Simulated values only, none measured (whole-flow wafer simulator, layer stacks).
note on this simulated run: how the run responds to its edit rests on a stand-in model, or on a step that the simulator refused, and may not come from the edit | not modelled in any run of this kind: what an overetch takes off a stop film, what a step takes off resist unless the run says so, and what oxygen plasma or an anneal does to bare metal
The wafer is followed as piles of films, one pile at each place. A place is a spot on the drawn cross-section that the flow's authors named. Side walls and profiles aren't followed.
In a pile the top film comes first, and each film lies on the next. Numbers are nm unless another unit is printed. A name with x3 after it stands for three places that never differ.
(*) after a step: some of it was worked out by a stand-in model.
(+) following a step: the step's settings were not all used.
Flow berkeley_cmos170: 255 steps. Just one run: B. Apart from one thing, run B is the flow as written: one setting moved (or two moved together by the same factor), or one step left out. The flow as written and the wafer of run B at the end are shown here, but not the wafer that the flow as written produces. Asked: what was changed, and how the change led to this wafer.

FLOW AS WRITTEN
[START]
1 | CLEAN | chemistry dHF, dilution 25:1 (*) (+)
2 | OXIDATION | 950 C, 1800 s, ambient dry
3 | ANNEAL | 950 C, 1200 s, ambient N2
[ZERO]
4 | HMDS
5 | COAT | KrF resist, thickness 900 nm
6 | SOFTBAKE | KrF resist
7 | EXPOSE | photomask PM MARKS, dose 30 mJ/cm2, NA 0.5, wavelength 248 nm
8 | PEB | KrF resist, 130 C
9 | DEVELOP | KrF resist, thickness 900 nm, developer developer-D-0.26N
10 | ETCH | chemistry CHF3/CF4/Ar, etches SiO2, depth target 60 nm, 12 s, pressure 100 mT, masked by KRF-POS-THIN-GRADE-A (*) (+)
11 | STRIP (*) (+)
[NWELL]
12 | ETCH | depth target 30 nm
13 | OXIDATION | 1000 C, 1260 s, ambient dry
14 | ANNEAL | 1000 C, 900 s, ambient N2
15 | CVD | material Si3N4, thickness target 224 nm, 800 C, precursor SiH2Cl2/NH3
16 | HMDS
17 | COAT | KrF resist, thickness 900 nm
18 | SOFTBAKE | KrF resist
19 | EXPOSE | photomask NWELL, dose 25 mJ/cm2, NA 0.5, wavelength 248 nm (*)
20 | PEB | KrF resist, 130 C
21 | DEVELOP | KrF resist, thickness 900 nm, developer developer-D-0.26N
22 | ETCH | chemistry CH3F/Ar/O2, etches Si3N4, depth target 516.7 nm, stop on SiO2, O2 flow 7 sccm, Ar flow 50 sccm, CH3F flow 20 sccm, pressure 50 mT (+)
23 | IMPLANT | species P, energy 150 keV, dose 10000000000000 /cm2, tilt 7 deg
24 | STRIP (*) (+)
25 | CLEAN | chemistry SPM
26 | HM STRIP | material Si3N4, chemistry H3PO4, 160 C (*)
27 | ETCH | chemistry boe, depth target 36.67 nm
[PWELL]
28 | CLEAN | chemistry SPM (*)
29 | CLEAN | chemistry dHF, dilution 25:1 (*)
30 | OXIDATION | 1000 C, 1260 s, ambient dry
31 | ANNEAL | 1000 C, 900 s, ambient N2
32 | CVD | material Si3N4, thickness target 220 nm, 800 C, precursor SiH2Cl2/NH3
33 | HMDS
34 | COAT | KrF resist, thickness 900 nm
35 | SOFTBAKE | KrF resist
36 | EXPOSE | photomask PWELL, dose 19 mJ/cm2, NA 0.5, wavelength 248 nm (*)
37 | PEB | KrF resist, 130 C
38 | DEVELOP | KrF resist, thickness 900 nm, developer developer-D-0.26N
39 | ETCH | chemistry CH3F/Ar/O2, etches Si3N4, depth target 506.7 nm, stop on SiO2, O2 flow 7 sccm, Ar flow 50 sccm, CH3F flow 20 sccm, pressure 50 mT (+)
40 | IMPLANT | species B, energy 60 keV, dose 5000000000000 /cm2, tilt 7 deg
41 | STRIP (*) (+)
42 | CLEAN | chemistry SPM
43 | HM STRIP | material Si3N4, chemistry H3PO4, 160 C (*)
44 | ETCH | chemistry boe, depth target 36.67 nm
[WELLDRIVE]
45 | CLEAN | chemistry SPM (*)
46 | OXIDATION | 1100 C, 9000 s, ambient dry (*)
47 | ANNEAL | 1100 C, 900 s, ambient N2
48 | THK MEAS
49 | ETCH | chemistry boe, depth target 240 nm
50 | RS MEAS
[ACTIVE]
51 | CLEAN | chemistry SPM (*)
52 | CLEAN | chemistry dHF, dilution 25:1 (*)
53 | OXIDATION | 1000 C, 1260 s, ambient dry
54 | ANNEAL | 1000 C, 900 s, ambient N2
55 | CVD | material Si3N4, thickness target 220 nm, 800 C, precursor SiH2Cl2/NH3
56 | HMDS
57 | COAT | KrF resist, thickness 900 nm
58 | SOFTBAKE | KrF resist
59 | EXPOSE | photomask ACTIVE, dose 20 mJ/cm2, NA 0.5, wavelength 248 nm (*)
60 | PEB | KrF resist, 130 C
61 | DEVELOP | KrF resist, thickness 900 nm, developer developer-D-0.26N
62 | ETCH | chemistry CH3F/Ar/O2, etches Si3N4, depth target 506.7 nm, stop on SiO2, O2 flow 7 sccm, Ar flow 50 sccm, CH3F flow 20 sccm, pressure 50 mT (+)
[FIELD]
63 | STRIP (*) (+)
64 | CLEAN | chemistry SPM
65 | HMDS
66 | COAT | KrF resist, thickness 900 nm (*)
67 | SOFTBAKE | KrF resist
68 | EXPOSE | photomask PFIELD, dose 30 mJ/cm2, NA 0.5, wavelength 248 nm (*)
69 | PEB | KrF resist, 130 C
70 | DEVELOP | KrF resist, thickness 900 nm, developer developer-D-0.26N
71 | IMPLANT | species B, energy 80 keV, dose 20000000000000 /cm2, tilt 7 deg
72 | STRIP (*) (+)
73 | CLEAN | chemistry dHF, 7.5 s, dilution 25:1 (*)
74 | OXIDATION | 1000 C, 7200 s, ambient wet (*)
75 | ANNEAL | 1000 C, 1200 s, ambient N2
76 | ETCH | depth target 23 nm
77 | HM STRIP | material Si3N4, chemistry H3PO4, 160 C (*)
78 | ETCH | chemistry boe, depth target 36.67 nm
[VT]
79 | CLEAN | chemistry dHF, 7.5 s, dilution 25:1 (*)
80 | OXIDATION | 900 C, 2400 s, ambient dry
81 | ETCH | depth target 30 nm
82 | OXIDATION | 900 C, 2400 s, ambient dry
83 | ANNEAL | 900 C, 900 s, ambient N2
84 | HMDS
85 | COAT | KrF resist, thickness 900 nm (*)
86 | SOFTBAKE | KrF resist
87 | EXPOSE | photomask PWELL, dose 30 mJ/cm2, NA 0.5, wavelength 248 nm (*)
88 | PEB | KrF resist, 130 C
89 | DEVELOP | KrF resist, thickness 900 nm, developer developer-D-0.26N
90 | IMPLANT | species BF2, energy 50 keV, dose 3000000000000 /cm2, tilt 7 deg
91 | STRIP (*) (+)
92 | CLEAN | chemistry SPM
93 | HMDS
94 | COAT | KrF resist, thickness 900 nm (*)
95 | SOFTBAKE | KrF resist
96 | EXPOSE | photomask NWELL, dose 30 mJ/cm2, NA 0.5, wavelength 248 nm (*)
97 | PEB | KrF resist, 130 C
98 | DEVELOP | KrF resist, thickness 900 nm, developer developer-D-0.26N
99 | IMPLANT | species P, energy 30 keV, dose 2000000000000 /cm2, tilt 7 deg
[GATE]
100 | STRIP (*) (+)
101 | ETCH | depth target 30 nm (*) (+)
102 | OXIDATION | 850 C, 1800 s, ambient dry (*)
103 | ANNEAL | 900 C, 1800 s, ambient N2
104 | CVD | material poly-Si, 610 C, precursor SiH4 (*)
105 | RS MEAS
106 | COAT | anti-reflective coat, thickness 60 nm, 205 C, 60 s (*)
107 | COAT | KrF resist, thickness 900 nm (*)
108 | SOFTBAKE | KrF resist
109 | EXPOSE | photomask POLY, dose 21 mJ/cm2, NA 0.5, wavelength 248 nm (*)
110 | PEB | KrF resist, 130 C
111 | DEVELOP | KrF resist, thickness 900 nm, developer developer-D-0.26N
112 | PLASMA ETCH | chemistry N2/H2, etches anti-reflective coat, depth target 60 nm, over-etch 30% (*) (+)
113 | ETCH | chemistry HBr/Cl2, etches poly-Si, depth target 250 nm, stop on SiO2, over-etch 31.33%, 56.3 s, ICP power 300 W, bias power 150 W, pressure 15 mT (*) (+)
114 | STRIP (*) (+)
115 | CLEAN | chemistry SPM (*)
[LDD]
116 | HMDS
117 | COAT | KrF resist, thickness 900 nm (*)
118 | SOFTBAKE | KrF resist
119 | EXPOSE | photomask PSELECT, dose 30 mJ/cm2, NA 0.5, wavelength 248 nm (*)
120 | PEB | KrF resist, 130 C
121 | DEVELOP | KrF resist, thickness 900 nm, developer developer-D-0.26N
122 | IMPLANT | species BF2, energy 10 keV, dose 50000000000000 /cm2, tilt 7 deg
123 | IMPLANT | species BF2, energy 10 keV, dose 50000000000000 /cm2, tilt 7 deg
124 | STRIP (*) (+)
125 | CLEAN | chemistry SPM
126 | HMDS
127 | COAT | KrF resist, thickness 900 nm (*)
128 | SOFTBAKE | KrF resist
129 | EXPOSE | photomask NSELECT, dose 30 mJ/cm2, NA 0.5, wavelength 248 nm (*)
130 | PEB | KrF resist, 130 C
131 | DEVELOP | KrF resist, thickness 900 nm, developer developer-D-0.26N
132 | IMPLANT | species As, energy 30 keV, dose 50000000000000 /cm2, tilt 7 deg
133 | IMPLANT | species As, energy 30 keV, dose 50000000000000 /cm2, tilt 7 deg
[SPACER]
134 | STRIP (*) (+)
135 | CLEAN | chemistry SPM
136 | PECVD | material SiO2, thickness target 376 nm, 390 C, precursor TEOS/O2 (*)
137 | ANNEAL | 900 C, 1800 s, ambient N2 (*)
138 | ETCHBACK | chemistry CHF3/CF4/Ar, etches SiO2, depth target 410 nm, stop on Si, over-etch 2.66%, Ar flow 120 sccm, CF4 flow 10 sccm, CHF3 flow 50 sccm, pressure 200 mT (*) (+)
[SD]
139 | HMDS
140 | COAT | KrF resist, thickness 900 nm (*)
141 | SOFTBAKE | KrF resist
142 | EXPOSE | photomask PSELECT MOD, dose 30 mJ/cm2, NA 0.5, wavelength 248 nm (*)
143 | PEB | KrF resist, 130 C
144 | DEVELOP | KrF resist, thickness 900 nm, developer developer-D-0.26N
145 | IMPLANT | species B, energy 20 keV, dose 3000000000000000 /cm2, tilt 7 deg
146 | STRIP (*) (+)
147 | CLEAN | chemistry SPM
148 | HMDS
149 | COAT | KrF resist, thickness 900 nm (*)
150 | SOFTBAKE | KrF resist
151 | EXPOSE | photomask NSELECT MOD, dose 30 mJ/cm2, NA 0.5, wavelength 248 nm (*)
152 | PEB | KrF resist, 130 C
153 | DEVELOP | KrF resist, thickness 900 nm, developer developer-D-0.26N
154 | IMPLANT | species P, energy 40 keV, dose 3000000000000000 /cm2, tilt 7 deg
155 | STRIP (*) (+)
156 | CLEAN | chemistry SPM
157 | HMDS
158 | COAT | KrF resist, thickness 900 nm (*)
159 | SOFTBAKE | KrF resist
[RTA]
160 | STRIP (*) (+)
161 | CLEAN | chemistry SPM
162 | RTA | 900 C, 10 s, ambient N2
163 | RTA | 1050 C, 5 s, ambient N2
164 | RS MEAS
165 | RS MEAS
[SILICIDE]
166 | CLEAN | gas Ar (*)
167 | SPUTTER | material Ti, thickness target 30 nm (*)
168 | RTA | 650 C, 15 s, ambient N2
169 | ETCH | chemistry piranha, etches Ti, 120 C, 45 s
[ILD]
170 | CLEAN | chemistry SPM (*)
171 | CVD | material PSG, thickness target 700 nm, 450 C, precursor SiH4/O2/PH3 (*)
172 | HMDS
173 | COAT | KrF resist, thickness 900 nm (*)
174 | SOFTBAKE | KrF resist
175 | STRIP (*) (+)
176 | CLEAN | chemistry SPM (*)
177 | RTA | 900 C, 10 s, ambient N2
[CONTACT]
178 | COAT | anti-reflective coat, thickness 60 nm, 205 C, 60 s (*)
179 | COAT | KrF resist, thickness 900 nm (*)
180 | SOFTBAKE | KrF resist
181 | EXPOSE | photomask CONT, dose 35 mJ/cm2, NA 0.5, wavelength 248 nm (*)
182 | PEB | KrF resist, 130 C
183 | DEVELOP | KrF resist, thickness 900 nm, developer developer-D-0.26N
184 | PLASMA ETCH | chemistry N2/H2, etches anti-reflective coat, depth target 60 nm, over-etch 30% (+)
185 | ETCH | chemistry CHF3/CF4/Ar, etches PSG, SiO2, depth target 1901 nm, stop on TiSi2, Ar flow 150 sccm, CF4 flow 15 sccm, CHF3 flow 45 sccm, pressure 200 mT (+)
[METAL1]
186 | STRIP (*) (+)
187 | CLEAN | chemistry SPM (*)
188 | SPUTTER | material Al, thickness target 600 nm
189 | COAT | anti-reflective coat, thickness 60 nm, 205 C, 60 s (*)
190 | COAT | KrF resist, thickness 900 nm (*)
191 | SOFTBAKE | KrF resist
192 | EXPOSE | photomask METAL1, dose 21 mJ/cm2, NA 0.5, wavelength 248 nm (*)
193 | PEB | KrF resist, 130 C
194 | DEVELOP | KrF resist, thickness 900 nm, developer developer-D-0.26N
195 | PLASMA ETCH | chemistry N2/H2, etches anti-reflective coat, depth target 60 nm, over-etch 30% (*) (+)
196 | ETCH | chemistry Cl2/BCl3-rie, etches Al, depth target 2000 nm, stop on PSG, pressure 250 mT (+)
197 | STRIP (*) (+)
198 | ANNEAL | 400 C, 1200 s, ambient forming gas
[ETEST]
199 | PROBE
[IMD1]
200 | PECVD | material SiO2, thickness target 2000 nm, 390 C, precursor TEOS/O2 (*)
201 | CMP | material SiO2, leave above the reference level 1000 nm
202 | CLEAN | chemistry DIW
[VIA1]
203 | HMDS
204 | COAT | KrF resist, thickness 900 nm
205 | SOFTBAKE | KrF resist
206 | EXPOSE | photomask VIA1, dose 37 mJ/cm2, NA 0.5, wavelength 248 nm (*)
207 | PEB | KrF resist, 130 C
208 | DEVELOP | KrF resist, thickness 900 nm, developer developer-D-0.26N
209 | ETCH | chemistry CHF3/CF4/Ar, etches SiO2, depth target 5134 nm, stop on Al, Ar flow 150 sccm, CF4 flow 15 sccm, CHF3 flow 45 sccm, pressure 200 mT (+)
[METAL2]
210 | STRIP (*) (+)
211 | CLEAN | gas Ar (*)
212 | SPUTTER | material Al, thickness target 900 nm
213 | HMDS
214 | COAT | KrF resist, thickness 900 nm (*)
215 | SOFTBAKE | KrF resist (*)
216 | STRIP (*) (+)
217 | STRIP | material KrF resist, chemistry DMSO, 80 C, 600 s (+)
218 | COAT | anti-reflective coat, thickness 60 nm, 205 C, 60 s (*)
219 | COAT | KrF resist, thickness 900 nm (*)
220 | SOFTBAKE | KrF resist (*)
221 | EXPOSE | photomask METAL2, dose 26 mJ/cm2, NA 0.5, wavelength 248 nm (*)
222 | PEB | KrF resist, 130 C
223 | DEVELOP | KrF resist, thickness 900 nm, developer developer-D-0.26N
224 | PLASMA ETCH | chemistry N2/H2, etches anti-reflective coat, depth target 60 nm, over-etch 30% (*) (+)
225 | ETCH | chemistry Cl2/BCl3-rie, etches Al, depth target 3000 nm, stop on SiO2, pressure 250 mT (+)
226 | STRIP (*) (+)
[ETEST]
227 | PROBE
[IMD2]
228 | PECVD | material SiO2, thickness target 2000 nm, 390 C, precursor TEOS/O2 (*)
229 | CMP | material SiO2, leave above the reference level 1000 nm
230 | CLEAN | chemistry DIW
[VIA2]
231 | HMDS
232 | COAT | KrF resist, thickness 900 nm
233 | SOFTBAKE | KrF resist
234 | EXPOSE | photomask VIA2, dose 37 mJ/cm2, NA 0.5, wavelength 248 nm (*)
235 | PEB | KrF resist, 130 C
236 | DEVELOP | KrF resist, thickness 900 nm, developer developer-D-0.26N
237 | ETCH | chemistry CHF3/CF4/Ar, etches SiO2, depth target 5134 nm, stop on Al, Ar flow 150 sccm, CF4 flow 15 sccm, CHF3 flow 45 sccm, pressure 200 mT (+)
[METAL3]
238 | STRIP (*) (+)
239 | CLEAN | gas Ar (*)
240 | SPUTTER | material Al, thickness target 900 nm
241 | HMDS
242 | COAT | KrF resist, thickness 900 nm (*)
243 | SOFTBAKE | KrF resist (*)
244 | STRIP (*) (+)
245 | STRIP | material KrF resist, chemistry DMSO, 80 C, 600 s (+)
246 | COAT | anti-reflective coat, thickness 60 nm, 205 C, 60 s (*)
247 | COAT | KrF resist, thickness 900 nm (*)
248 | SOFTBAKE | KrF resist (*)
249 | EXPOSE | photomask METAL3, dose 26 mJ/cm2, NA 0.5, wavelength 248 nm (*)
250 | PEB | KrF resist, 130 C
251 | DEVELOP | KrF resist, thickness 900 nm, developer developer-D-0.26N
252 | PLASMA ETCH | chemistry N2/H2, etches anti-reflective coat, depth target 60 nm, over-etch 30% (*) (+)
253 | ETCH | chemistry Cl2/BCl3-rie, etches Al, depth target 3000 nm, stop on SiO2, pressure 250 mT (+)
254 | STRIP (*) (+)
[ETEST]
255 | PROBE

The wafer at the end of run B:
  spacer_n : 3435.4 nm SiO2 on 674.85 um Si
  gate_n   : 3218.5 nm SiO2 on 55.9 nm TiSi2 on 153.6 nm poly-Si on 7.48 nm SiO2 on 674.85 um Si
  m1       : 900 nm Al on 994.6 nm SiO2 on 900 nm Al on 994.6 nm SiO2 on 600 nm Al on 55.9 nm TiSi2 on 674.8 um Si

The reason: step 171, CVD: material PSG, thickness target 700 nm, 450 C, precursor SiH4/O2/PH3 (*), was omitted.

The path from the change to this, step by step:
  173 | COAT | KrF resist, thickness 900 nm (*)
      sd_n: +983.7 KrF resist (new film) (as written it would have been: +1038.7 KrF resist (new film))
      spacer_n: +820.7 KrF resist (new film) (as written it would have been: +873.2 KrF resist (new film))
      (also at 3 further places)
  175 | STRIP (*) (+)
      sd_n: -983.7 KrF resist (all of it) (as written it would have been: -1038.7 KrF resist (all of it))
      spacer_n: -820.7 KrF resist (all of it) (as written it would have been: -873.2 KrF resist (all of it))
      (also at 3 further places)
  178 | COAT | anti-reflective coat, thickness 60 nm, 205 C, 60 s (*)
      field: +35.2 anti-reflective coat (new film) (as written it would have been: +38.6 anti-reflective coat (new film))
      sd_n: +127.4 anti-reflective coat (new film) (as written it would have been: +135.1 anti-reflective coat (new film))
      (also at 5 further places)
  179 | COAT | KrF resist, thickness 900 nm (*)
      gate_p: +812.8 KrF resist (new film) (as written it would have been: +796.4 KrF resist (new film))
  184 | PLASMA ETCH | chemistry N2/H2, etches anti-reflective coat, depth target 60 nm, over-etch 30% (+)
      contact: -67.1 anti-reflective coat (all of it) (as written it would have been: -72.8 anti-reflective coat (all of it), -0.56 PSG)
      field, sd_n, spacer_n and 8 more: -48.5 KrF resist (as written it would have been: -52.6 KrF resist)
  185 | ETCH | chemistry CHF3/CF4/Ar, etches PSG, SiO2, depth target 1901 nm, stop on TiSi2, Ar flow 150 sccm, CF4 flow 15 sccm, CHF3 flow 45 sccm, pressure 200 mT (+)
      contact: -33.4 TiSi2 (as written it would have been: -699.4 PSG (all of it), -3.81 TiSi2)
      field, sd_n, spacer_n and 8 more: -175 KrF resist (as written it would have been: -193.9 KrF resist)
  186 | STRIP (*) (+)
      field: -645.8 KrF resist (all of it), -35.2 anti-reflective coat (all of it) (as written it would have been: -623.9 KrF resist (all of it), -38.6 anti-reflective coat (all of it))
      sd_n: -670.3 KrF resist (all of it), -127.4 anti-reflective coat (all of it) (as written it would have been: -643.8 KrF resist (all of it), -135.1 anti-reflective coat (all of it))
      (also at 9 further places)
  188 | SPUTTER | material Al, thickness target 600 nm
      contact: +600 Al (new film) (as written it would have been: +415.7 Al (new film))
  189 | COAT | anti-reflective coat, thickness 60 nm, 205 C, 60 s (*)
      field: +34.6 anti-reflective coat (new film) (as written it would have been: +38.9 anti-reflective coat (new film))
      sd_n: +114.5 anti-reflective coat (new film) (as written it would have been: +17.7 anti-reflective coat (new film))
      (also at 9 further places)
  190 | COAT | KrF resist, thickness 900 nm (*)
      field: +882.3 KrF resist (new film) (as written it would have been: +860.6 KrF resist (new film))
      spacer_n: +854.3 KrF resist (new film) (as written it would have been: +817.1 KrF resist (new film))
      (also at 2 further places)
  193 | PEB | KrF resist, 130 C
      contact: -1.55 KrF resist (as written it would have been: -2.63 KrF resist)
  194 | DEVELOP | KrF resist, thickness 900 nm, developer developer-D-0.26N
      field: -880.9 KrF resist (all of it) (as written it would have been: -859.3 KrF resist (all of it))
      spacer_n: -852.9 KrF resist (all of it) (as written it would have been: -815.9 KrF resist (all of it))
      (also at 1 further place)
  195 | PLASMA ETCH | chemistry N2/H2, etches anti-reflective coat, depth target 60 nm, over-etch 30% (*) (+)
      contact, m1, via1, m2, via2: -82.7 KrF resist (as written it would have been: -62.5 KrF resist)
      field: -34.6 anti-reflective coat (all of it) (as written it would have been: -38.9 anti-reflective coat (all of it))
      (also at 6 further places)
  196 | ETCH | chemistry Cl2/BCl3-rie, etches Al, depth target 2000 nm, stop on PSG, pressure 250 mT (+)
      field, spacer_n, spacer_p: -600 Al (all of it), -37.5 SiO2 (as written it would have been: -600 Al (all of it), -37.5 PSG)
      sd_n, gate_n, gate_p: -600 Al (all of it) (as written it would have been: -600 Al (all of it), -37.5 PSG)
      (also at 1 further place)
  197 | STRIP (*) (+)
      contact: -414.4 KrF resist (all of it), -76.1 anti-reflective coat (all of it) (as written it would have been: -966.1 KrF resist (all of it), -261.9 anti-reflective coat (all of it))
      m1: -394.2 KrF resist (all of it), -59.6 anti-reflective coat (all of it) (as written it would have been: -404.7 KrF resist (all of it), -63 anti-reflective coat (all of it))
      (also at 2 further places)
  200 | PECVD | material SiO2, thickness target 2000 nm, 390 C, precursor TEOS/O2 (*)
      field, spacer_n, spacer_p: +2000 SiO2 (as written it would have been: +2000 SiO2 (new film))
      contact: +2000 SiO2 (new film) (as written it would have been: +1949.3 SiO2 (new film))
  201 | CMP | material SiO2, leave above the reference level 1000 nm
      gate_n, gate_p: -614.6 SiO2 (as written it would have been: -577.1 SiO2)
      sd_n: -415.4 SiO2 (as written it would have been: -362.4 SiO2)
      (also at 2 further places)
